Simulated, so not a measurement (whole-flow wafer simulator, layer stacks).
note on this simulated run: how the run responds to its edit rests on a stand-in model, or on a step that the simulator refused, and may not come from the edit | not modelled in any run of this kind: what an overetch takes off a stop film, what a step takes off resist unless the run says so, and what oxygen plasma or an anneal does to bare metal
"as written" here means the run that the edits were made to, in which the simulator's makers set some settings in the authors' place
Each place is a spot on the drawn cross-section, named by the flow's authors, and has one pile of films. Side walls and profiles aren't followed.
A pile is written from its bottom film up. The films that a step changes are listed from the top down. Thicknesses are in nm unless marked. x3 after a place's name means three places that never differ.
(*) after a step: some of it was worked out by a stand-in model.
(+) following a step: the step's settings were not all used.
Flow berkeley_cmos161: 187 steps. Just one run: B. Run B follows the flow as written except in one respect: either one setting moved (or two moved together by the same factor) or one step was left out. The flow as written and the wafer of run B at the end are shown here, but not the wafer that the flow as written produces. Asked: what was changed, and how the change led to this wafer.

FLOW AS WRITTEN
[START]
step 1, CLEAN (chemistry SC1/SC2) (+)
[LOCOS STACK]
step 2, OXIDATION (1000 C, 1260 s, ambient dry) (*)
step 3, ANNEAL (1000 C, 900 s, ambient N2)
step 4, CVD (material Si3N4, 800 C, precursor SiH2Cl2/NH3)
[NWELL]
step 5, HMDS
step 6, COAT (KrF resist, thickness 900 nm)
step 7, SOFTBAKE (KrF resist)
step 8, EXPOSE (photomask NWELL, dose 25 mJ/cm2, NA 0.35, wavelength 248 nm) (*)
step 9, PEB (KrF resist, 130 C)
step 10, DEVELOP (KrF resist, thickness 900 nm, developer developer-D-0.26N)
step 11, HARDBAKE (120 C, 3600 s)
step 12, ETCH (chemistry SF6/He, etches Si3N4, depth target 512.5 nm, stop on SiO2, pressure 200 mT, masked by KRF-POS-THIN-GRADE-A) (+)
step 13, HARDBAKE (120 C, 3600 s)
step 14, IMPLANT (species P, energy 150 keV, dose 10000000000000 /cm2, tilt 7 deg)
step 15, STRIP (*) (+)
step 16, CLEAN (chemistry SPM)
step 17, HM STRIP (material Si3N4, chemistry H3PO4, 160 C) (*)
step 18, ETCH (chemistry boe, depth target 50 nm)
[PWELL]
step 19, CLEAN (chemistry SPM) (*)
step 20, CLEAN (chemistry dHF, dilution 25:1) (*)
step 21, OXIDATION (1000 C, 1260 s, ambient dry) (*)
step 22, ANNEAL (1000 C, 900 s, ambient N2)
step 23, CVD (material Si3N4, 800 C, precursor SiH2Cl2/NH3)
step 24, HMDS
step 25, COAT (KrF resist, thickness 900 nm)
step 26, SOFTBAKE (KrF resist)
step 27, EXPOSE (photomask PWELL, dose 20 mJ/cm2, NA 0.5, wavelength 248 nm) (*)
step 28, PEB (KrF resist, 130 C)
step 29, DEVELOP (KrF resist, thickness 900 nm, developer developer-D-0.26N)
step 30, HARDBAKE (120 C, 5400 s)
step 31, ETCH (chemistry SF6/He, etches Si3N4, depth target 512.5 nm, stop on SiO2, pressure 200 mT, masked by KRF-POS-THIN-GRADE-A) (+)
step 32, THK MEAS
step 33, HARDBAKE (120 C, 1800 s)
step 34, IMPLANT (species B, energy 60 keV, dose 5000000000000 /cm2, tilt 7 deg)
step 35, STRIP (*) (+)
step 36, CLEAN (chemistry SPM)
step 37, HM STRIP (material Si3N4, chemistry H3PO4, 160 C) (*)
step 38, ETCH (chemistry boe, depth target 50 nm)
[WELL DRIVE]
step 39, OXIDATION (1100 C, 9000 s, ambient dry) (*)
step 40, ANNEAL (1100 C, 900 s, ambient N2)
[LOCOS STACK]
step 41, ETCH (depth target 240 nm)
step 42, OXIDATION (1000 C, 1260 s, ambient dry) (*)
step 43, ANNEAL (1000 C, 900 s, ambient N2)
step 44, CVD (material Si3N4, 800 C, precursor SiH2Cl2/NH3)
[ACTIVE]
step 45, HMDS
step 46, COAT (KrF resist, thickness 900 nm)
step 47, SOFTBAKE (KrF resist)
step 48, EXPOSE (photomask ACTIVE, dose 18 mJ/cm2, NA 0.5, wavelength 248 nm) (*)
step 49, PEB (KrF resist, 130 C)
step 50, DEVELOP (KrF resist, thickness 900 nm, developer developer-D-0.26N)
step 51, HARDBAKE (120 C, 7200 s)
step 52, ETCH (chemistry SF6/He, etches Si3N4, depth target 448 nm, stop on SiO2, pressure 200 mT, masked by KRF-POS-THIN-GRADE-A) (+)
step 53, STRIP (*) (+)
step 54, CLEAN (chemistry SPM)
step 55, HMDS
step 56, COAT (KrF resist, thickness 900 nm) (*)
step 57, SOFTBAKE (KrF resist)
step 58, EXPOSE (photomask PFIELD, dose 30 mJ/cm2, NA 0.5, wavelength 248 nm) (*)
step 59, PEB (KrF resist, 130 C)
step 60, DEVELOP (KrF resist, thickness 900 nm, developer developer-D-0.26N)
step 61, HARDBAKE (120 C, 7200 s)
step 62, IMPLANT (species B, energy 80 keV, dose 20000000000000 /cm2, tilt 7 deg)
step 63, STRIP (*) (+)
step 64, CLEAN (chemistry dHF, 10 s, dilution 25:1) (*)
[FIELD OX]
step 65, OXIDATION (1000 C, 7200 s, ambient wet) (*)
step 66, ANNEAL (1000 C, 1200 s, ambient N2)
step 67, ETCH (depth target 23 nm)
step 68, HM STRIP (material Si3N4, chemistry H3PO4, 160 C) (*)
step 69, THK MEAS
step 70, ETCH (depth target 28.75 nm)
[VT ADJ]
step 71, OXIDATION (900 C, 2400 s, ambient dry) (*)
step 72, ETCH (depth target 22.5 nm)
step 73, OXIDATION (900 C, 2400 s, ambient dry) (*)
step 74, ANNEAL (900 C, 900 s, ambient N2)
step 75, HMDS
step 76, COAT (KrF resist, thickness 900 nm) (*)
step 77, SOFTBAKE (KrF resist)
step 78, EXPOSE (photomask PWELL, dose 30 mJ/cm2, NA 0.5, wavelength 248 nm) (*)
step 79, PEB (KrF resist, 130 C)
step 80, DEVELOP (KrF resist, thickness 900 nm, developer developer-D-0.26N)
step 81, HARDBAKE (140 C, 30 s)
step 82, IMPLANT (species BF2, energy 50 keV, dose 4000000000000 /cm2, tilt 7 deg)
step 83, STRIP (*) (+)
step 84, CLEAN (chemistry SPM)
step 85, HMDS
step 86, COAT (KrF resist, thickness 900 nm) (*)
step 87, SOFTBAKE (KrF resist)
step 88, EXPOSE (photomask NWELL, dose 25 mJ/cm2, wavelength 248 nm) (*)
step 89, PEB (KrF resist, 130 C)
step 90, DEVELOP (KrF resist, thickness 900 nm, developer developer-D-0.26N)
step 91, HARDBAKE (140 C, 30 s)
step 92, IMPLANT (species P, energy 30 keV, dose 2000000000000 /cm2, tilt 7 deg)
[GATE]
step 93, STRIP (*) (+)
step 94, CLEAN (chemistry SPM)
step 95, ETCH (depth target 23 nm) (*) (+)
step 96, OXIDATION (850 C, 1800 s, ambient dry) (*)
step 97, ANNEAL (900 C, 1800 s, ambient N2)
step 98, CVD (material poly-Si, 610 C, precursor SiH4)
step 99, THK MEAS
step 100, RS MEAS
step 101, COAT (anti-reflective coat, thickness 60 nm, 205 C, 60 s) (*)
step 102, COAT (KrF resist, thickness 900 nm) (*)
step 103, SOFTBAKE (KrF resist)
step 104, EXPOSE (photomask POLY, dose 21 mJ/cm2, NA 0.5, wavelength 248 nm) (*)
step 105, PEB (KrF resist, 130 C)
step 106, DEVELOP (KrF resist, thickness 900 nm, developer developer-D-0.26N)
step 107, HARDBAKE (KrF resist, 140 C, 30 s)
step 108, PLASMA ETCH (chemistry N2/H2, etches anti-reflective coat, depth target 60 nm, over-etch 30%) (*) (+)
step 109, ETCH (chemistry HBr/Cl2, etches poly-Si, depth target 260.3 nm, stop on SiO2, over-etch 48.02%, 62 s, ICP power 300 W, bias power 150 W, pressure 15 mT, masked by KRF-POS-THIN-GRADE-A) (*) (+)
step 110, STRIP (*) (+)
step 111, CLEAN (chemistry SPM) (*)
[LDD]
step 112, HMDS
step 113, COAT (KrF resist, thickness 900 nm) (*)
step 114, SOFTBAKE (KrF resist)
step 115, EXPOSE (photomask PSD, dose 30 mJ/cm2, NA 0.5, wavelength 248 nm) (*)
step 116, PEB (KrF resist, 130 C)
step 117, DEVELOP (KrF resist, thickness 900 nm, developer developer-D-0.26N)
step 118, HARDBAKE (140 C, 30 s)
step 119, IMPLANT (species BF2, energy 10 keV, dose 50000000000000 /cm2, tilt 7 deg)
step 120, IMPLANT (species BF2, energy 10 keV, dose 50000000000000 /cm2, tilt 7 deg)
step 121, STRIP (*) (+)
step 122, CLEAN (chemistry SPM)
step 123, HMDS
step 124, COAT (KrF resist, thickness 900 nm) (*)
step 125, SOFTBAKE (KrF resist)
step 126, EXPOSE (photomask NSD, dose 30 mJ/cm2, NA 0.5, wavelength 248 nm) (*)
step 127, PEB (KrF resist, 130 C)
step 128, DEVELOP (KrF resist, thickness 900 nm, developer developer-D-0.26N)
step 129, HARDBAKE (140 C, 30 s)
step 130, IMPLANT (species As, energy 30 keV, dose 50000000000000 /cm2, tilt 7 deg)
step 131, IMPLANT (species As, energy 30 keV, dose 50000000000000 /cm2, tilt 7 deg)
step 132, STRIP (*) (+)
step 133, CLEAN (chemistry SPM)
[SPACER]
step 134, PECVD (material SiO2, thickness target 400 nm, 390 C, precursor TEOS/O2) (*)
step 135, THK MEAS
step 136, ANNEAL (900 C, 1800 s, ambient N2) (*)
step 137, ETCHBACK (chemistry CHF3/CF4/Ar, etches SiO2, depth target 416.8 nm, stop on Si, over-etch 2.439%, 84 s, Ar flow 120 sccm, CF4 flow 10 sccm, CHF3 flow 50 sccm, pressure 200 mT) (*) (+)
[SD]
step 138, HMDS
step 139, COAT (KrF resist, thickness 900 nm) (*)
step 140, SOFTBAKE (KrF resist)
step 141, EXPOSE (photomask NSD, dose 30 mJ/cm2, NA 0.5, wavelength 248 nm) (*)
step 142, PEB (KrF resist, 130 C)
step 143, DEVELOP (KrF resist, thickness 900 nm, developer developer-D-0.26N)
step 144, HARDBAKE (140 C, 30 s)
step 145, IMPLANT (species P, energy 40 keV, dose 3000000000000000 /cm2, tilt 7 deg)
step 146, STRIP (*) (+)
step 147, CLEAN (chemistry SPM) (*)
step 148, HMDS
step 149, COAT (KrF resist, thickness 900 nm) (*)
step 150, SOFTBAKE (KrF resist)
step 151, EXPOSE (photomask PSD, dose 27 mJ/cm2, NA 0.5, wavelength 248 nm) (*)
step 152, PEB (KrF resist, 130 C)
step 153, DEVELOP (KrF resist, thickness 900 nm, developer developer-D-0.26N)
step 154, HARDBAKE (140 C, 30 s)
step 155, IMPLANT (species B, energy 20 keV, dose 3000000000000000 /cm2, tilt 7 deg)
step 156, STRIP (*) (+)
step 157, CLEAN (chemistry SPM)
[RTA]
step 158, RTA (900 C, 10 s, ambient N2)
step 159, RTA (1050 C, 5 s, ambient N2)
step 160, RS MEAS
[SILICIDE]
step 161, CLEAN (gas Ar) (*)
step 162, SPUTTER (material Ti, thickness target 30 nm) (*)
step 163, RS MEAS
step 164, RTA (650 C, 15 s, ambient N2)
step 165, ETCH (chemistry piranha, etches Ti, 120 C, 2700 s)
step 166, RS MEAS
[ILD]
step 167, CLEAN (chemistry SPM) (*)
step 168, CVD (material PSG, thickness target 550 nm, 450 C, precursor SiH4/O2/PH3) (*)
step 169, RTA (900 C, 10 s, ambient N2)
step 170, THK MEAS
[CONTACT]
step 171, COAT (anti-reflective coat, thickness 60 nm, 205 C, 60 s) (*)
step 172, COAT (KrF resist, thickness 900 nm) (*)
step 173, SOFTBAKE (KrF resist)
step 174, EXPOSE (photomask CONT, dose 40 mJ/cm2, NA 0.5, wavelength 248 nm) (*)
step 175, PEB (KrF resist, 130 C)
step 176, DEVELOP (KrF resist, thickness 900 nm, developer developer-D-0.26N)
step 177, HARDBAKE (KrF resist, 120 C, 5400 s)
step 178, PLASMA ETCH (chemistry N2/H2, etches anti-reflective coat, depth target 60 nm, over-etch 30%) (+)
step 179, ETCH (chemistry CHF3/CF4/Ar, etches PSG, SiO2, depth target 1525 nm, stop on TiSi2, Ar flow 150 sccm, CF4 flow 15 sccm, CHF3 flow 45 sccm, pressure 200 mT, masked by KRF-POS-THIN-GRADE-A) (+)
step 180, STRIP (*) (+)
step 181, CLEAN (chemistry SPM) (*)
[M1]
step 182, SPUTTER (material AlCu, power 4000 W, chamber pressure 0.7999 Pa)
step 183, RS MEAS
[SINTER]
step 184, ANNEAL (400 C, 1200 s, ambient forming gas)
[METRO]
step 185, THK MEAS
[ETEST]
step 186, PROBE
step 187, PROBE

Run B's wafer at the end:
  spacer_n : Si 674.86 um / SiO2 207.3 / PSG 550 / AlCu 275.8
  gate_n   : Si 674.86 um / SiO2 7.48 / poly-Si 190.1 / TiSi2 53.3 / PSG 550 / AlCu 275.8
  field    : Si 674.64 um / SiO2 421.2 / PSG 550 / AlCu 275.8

The reason: step 72, ETCH: depth target 9.607 nm was run, though the flow has depth target 22.5 nm.

How this came from the change, step by step:
  step 72, ETCH (depth target 22.5 nm)
      sd_n, spacer_n, gate_n, sd_p, spacer_p, gate_p, contact, m1: SiO2 loses 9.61 (in the flow as written it would be: SiO2 loses 14.9 (all of it))
      field: SiO2 loses 9.61 (in the flow as written it would be: SiO2 loses 22.5)
  step 73, OXIDATION (900 C, 2400 s, ambient dry) (*)
      sd_n, spacer_n, gate_n, sd_p, spacer_p, gate_p, contact, m1: SiO2 gains 11.2, Si loses 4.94 (in the flow as written it would be: SiO2 gains 14.9 (new film), Si loses 6.57)
  step 95, ETCH (depth target 23 nm) (*) (+)
      sd_n, spacer_n, gate_n, sd_p, spacer_p, gate_p, contact, m1: SiO2 loses 16.6 (all of it) (in the flow as written it would be: SiO2 loses 14.9 (all of it))
  step 101, COAT (anti-reflective coat, thickness 60 nm, 205 C, 60 s) (*)
      sd_n: anti-reflective coat gains 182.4 (new film) (in the flow as written it would be: anti-reflective coat gains 173.5 (new film))
      spacer_n: anti-reflective coat gains 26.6 (new film) (in the flow as written it would be: anti-reflective coat gains 28.7 (new film))
      (also at 4 further places)
  step 108, PLASMA ETCH (chemistry N2/H2, etches anti-reflective coat, depth target 60 nm, over-etch 30%) (*) (+)
      sd_n: anti-reflective coat loses 182.4 (all of it), poly-Si loses 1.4 (in the flow as written it would be: anti-reflective coat loses 173.5 (all of it), poly-Si loses 1.33)
      spacer_n: anti-reflective coat loses 26.6 (all of it), poly-Si loses 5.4 (in the flow as written it would be: anti-reflective coat loses 28.7 (all of it), poly-Si loses 5.05)
      (also at 2 further places)
  step 110, STRIP (*) (+)
      gate_n: chemical SiO2 gains 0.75 (new film), KrF resist loses 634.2 (all of it), anti-reflective coat loses 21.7 (all of it), poly-Si loses 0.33 (in the flow as written it would be: chemical SiO2 gains 0.75 (new film), KrF resist loses 626.8 (all of it), anti-reflective coat loses 23.7 (all of it), poly-Si loses 0.33)
      gate_p: chemical SiO2 gains 0.75 (new film), KrF resist loses 602.6 (all of it), anti-reflective coat loses 26.8 (all of it), poly-Si loses 0.33 (in the flow as written it would be: chemical SiO2 gains 0.75 (new film), KrF resist loses 598.2 (all of it), anti-reflective coat loses 27.9 (all of it), poly-Si loses 0.33)
  step 171, COAT (anti-reflective coat, thickness 60 nm, 205 C, 60 s) (*)
      sd_n: anti-reflective coat gains 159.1 (new film) (in the flow as written it would be: anti-reflective coat gains 149.7 (new film))
      m1: anti-reflective coat gains 100.5 (new film) (in the flow as written it would be: anti-reflective coat gains 97.8 (new film))
  step 180, STRIP (*) (+)
      sd_n: KrF resist loses 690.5 (all of it), anti-reflective coat loses 159.1 (all of it) (in the flow as written it would be: KrF resist loses 692.5 (all of it), anti-reflective coat loses 149.7 (all of it))
      m1: KrF resist loses 744 (all of it), anti-reflective coat loses 100.5 (all of it) (in the flow as written it would be: KrF resist loses 739.9 (all of it), anti-reflective coat loses 97.8 (all of it))
